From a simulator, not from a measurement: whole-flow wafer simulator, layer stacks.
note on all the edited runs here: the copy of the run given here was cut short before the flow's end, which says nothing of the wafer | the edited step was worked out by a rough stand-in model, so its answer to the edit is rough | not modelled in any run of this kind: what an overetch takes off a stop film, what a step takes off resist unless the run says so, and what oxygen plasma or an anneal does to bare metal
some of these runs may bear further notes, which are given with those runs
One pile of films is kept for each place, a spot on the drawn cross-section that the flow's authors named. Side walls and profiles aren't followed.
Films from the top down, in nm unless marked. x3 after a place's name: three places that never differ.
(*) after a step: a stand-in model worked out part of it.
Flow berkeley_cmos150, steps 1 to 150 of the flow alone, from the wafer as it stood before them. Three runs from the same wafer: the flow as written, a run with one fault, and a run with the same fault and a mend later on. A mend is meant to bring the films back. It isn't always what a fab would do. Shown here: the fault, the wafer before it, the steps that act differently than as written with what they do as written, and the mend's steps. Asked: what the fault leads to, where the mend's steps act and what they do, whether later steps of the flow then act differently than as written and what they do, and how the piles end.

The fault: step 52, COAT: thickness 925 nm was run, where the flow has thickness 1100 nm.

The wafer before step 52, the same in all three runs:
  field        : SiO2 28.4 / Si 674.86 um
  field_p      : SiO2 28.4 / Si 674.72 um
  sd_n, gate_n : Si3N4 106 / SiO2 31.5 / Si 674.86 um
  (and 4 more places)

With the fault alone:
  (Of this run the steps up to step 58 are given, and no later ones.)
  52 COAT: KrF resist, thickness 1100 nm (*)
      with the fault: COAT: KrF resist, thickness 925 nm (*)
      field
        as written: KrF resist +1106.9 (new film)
        with the fault: KrF resist +931.4 (new film)
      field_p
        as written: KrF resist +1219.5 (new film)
        with the fault: KrF resist +1040.9 (new film)
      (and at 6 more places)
  Later steps of the flow that act differently than as written:
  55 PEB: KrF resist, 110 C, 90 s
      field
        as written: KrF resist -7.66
        with the fault: KrF resist -6.42
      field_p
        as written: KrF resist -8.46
        with the fault: KrF resist -7.2
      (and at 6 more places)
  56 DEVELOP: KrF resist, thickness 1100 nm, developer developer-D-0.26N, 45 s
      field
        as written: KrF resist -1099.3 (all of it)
        with the fault: KrF resist -925 (all of it)
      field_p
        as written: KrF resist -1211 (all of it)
        with the fault: KrF resist -1033.7 (all of it)
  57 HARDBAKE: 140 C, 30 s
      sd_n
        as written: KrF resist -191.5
        with the fault: KrF resist -159.2
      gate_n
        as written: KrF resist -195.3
        with the fault: KrF resist -163
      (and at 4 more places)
  After step 58 the piles differ from the flow's by more than 2% or 0.5 nm, whichever is larger, at sd_n, gate_n, sd_p, gate_p, contact, m1.
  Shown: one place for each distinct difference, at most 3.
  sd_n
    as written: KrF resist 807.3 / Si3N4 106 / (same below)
    with the fault: KrF resist 668.3 / Si3N4 106 / (same below)
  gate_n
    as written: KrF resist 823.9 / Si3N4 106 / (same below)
    with the fault: KrF resist 684.5 / Si3N4 106 / (same below)
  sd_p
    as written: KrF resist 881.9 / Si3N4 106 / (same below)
    with the fault: KrF resist 740.3 / Si3N4 106 / (same below)

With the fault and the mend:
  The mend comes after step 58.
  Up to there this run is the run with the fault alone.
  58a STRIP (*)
      sd_n
        KrF resist -668.3 (all of it)
      gate_n
        KrF resist -684.5 (all of it)
      sd_p
        KrF resist -740.3 (all of it)
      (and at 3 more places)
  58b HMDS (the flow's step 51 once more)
      changes no film at any place that is followed
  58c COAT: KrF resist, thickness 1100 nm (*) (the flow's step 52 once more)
      field
        KrF resist +1106.9 (new film)
      field_p
        KrF resist +1219.5 (new film)
      sd_n
        KrF resist +1019.1 (new film)
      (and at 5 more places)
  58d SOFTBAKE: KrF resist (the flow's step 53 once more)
      changes no film at any place that is followed
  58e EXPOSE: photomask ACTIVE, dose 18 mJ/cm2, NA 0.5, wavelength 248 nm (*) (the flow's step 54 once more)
      changes no film at any place that is followed
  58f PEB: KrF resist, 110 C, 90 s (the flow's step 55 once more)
      field
        KrF resist -7.66
      field_p
        KrF resist -8.46
      sd_n
        KrF resist -7.04
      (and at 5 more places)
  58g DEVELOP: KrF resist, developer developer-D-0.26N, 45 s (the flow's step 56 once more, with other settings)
      sd_n, gate_n, sd_p, gate_p, contact, m1
        KrF resist -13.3
      field
        KrF resist -1099.3 (all of it)
      field_p
        KrF resist -1211 (all of it)
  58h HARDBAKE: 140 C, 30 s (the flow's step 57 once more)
      sd_n
        KrF resist -191.5
      gate_n
        KrF resist -195.3
      sd_p
        KrF resist -208.8
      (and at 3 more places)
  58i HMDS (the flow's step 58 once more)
      changes no film at any place that is followed
  No later step of the flow acts differently than as written at any place that is followed.
  At the end the piles are the same as the flow's at every place that both follow.
